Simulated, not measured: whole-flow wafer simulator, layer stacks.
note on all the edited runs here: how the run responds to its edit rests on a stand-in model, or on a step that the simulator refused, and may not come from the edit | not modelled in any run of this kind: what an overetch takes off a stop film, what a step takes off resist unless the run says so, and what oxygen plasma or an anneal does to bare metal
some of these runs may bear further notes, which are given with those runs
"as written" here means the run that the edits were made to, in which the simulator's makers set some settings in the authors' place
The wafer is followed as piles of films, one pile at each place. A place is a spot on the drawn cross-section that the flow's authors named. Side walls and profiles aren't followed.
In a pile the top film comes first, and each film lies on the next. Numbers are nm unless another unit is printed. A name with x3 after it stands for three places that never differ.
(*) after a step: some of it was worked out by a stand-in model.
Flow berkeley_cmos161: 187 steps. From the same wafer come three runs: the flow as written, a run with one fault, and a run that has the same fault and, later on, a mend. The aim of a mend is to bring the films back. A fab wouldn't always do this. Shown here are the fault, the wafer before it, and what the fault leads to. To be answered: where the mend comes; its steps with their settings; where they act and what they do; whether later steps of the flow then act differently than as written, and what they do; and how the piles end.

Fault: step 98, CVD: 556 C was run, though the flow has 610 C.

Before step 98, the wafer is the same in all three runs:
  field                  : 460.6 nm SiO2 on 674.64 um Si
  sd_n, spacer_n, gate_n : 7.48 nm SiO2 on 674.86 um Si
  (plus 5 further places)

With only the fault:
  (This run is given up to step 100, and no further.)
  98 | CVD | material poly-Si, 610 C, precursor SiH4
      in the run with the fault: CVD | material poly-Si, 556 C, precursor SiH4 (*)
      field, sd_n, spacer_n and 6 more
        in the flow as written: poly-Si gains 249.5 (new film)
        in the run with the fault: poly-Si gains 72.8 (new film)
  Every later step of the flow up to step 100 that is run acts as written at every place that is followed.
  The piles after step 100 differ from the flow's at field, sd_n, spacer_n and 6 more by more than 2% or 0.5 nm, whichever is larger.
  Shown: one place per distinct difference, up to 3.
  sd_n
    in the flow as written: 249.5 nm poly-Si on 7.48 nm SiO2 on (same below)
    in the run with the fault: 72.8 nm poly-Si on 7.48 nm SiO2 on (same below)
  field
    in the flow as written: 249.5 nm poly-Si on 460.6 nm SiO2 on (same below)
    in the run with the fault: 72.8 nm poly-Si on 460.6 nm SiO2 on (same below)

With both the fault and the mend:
  The mend stands after step 100.
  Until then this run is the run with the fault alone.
  100a | CVD | material poly-Si, 610 C, precursor SiH4 (*) (the flow's step 98 again, with other settings that aren't printed)
      field, sd_n, spacer_n and 6 more
        poly-Si gains 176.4
  Every later step of the flow that is run acts as written, at every place that is followed, to within 2% or 0.5 nm, whichever is larger.
  When the end is reached, the piles differ only a little from the flow's at the places that both follow, at most by 2% or 0.5 nm, whichever is larger.
